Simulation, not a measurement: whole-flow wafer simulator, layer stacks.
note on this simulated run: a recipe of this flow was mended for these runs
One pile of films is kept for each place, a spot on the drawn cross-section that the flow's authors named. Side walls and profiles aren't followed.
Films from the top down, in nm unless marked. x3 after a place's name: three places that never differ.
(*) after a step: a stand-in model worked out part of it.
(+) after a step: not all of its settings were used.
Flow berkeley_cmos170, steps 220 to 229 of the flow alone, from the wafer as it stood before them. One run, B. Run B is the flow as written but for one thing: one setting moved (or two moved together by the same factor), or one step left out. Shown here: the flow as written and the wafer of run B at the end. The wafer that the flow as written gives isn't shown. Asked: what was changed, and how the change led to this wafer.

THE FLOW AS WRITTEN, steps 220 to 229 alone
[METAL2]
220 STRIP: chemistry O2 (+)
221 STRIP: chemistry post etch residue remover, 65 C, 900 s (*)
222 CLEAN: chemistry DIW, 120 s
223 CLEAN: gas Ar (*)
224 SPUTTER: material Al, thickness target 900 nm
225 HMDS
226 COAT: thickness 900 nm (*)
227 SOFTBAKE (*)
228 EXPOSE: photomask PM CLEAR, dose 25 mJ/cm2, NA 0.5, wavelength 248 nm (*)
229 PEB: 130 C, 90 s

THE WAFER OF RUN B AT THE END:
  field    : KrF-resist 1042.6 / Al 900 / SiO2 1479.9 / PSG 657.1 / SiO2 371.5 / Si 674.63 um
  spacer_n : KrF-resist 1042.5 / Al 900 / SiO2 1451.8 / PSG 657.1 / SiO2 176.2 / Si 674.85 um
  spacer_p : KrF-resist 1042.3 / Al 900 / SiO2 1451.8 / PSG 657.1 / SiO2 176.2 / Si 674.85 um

The cause: step 226, COAT: thickness 1045 nm was run, where the flow has thickness 900 nm.

How the change led to this, step by step:
  226 COAT: thickness 900 nm (*)
      spacer_n, gate_n: KrF-resist +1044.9 (new film) (as written it would be: KrF-resist +899.9 (new film))
      field: KrF-resist +1044.9 (new film) (as written it would be: KrF-resist +900 (new film))
      (and at 10 more places)
  229 PEB: 130 C, 90 s
      via1: KrF-resist -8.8 (as written it would be: KrF-resist -7.55)
